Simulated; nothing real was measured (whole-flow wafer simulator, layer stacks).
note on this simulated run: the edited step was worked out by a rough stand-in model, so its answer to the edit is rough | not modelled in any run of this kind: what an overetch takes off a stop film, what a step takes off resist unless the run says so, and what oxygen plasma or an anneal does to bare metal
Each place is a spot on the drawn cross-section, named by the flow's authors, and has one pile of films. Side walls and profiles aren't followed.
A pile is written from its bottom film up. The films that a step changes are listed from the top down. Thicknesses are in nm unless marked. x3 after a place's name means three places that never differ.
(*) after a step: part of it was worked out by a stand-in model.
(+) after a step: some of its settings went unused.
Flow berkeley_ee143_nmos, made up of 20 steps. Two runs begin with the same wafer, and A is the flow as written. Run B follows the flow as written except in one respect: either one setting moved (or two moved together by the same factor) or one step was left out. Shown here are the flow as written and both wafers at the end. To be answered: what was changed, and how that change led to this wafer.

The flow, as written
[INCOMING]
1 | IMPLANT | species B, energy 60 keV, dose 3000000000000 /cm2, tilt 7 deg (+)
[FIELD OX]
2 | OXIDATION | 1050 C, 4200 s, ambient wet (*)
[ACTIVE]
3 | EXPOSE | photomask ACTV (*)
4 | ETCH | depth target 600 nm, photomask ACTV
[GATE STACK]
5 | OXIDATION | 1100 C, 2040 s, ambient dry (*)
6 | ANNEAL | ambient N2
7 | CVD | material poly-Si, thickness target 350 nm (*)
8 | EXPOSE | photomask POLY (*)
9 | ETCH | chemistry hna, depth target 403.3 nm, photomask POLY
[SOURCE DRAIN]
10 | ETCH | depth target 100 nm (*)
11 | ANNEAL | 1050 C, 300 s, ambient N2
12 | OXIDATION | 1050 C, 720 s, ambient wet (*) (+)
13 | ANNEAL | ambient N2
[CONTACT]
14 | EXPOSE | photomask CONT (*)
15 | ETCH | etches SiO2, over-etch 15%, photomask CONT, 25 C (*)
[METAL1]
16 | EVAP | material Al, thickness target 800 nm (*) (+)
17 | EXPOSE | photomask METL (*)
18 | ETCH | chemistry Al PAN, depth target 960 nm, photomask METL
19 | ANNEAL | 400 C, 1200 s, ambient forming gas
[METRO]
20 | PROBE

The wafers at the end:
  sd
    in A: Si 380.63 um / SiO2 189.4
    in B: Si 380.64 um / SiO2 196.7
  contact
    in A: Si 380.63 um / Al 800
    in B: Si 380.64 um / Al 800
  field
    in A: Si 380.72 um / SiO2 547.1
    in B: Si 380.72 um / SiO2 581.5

What caused this: step 10, ETCH: depth target 62 nm was run, though the flow has depth target 100 nm.

Step by step, how the change led to this:
  10 | ETCH | depth target 100 nm (*)
      sd, contact: A -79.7 SiO2 (all of it) | B -62 SiO2
      field: A -100 SiO2 | B -62 SiO2
  12 | OXIDATION | 1050 C, 720 s, ambient wet (*) (+)
      sd, contact: A +189.4 SiO2 (new film), -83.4 Si | B +179 SiO2, -78.8 Si
      field: A +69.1 SiO2, -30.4 Si | B +65.5 SiO2, -28.8 Si
  15 | ETCH | etches SiO2, over-etch 15%, photomask CONT, 25 C (*)
      contact: A -189.4 SiO2 (all of it) | B -196.7 SiO2 (all of it)
